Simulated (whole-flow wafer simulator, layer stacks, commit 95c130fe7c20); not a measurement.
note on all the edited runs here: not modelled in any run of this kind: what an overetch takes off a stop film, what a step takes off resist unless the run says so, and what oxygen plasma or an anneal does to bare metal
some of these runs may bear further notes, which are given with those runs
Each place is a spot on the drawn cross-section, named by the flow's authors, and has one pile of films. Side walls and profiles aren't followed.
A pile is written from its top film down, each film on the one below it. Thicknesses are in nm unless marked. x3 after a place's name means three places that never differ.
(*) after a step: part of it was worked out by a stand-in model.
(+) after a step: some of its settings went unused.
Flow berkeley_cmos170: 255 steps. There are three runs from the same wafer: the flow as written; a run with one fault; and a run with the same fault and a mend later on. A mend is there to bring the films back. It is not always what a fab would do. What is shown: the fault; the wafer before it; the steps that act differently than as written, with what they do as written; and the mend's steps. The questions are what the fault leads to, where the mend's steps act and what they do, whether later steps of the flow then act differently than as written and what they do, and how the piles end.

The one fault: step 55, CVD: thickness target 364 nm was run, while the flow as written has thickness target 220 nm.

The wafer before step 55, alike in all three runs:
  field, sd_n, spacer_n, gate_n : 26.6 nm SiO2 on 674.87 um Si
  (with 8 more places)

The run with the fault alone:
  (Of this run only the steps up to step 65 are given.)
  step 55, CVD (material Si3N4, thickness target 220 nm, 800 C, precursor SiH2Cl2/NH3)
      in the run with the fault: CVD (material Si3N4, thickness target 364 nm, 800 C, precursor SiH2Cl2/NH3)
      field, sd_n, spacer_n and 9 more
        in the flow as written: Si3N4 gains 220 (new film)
        in the run with the fault: Si3N4 gains 364 (new film)
  Steps further on in the flow that do not act as written:
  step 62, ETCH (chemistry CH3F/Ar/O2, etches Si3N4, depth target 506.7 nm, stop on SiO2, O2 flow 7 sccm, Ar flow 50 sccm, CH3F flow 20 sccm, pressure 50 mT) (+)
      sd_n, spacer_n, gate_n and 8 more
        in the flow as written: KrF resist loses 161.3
        in the run with the fault: KrF resist loses 257.3
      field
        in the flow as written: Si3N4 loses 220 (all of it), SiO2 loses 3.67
        in the run with the fault: Si3N4 loses 364 (all of it), SiO2 loses 3.67
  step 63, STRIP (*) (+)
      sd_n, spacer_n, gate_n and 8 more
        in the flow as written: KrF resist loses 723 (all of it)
        in the run with the fault: KrF resist loses 627 (all of it)
  After step 65, at sd_n, spacer_n, gate_n and 8 more, the piles differ from the flow's by more than 2% or 0.5 nm, whichever is larger.
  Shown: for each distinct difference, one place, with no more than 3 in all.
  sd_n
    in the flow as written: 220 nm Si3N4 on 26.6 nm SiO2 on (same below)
    in the run with the fault: 364 nm Si3N4 on 26.6 nm SiO2 on (same below)

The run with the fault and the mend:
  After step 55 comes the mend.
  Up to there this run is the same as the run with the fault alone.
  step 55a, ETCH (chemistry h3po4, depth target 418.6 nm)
      field, sd_n, spacer_n and 9 more
        Si3N4 loses 364 (all of it)
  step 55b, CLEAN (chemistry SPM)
      alters no film at any place that is followed
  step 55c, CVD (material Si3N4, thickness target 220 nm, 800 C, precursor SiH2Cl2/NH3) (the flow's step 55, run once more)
      field, sd_n, spacer_n and 9 more
        Si3N4 gains 220 (new film)
  Later steps of the flow that are run all act as written at every place that is followed.
  At every place that both follow, the piles at the end match the flow's.
